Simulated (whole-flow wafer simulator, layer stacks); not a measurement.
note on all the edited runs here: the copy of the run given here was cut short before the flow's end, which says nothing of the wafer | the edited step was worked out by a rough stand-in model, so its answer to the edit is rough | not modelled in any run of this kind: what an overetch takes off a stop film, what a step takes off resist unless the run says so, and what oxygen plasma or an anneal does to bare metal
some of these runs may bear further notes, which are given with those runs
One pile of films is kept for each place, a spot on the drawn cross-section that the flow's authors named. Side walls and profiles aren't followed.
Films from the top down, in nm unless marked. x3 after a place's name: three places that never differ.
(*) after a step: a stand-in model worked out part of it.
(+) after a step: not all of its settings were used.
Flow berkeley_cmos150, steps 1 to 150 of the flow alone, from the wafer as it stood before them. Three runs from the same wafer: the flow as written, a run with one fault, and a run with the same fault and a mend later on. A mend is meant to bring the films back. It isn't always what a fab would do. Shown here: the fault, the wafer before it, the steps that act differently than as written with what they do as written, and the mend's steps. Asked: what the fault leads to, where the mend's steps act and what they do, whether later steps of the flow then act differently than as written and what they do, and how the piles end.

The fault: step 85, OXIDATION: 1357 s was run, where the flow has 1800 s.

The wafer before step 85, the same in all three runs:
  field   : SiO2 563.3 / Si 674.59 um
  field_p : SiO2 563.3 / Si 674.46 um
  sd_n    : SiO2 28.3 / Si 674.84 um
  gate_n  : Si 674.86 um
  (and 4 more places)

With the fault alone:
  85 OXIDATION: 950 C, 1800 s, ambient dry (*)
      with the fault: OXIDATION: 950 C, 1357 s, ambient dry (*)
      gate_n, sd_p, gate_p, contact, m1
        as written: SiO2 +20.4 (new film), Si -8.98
        with the fault: SiO2 +17.2 (new film), Si -7.56
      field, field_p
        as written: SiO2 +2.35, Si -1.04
        with the fault: SiO2 +1.77, Si -0.78
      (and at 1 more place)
  Later steps of the flow that act differently than as written (21 more steps differ only slightly, by at most 2% or 0.5 nm, whichever is larger, and aren't shown):
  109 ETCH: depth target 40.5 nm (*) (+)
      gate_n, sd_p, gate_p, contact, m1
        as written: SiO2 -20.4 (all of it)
        with the fault: SiO2 -17.2 (all of it)
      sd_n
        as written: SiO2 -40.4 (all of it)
        with the fault: SiO2 -37.8 (all of it)
  At the end the piles differ from the flow's only slightly at the places that both follow, by at most 2% or 0.5 nm, whichever is larger.

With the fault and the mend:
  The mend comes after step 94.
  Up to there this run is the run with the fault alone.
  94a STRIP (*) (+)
      field_p
        KrF resist -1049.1 (all of it)
      sd_p
        KrF resist -1274.2 (all of it)
      gate_p
        KrF resist -1249 (all of it)
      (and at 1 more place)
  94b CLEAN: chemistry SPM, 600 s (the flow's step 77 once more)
      changes no film at any place that is followed
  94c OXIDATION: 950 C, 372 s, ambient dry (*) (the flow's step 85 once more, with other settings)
      gate_n, sd_p, gate_p, contact, m1
        SiO2 +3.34, Si -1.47
      field, field_p
        SiO2 +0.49, Si -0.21
      sd_n
        SiO2 +2.34, Si -1.03
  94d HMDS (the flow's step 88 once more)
      changes no film at any place that is followed
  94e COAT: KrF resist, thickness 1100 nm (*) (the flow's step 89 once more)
      field
        KrF resist +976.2 (new film)
      field_p
        KrF resist +1087.8 (new film)
      sd_n
        KrF resist +1243 (new film)
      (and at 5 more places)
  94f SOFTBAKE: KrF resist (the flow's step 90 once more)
      changes no film at any place that is followed
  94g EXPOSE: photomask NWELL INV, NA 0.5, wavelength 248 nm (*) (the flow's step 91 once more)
      changes no film at any place that is followed
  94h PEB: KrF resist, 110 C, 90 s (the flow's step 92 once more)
      field
        KrF resist -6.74
      field_p
        KrF resist -7.53
      sd_n
        KrF resist -8.63
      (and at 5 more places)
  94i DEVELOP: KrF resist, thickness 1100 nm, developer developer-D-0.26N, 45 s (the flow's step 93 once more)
      field_p, sd_p, gate_p, m1
        KrF resist -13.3
      field
        KrF resist -969.5 (all of it)
      sd_n
        KrF resist -1234.4 (all of it)
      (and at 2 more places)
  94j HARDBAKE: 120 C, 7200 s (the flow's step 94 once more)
      field_p
        KrF resist -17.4
      sd_p
        KrF resist -21.4
      gate_p
        KrF resist -20.9
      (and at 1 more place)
  No later step of the flow acts differently than as written, at any place that is followed, by more than 2% or 0.5 nm, whichever is larger.
  At the end the piles differ from the flow's only slightly at the places that both follow, by at most 2% or 0.5 nm, whichever is larger.
